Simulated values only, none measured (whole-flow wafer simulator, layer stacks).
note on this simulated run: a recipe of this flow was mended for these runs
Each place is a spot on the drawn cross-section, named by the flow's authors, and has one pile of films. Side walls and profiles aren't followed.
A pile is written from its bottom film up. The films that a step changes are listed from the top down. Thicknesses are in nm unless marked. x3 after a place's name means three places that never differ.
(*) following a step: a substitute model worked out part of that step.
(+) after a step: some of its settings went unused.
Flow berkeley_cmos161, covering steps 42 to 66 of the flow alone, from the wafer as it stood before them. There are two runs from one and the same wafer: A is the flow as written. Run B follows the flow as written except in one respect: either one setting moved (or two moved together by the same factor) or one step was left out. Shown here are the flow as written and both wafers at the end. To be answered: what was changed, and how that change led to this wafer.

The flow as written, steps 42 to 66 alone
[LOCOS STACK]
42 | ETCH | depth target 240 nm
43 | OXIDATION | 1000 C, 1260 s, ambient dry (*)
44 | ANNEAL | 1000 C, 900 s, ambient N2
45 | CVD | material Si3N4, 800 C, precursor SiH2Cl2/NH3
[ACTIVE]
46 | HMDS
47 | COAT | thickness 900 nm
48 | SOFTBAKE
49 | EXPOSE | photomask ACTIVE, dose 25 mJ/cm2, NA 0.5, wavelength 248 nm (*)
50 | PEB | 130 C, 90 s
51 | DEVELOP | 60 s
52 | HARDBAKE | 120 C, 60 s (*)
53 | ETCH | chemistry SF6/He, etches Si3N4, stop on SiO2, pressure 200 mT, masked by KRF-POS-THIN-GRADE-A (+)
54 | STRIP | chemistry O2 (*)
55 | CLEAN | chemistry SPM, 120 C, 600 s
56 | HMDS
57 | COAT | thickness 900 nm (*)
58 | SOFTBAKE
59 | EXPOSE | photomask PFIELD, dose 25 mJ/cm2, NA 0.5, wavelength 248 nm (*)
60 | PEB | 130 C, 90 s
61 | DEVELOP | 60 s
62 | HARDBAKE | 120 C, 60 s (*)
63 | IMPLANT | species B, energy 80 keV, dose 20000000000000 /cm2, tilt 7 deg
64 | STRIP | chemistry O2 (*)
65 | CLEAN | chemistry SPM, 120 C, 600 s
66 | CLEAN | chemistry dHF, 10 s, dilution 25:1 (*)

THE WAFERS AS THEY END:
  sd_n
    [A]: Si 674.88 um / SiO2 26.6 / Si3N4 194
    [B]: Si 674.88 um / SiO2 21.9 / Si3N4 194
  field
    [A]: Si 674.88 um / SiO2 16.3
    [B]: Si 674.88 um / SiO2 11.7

What caused this: step 43, OXIDATION: 981 C was run, though the flow has 1000 C.

How this came from the change, step by step:
  43 | OXIDATION | 1000 C, 1260 s, ambient dry (*)
      field, sd_n, spacer_n and 6 more: A SiO2 gains 26.6 (new film), Si loses 11.7 | B SiO2 gains 21.9 (new film), Si loses 9.64
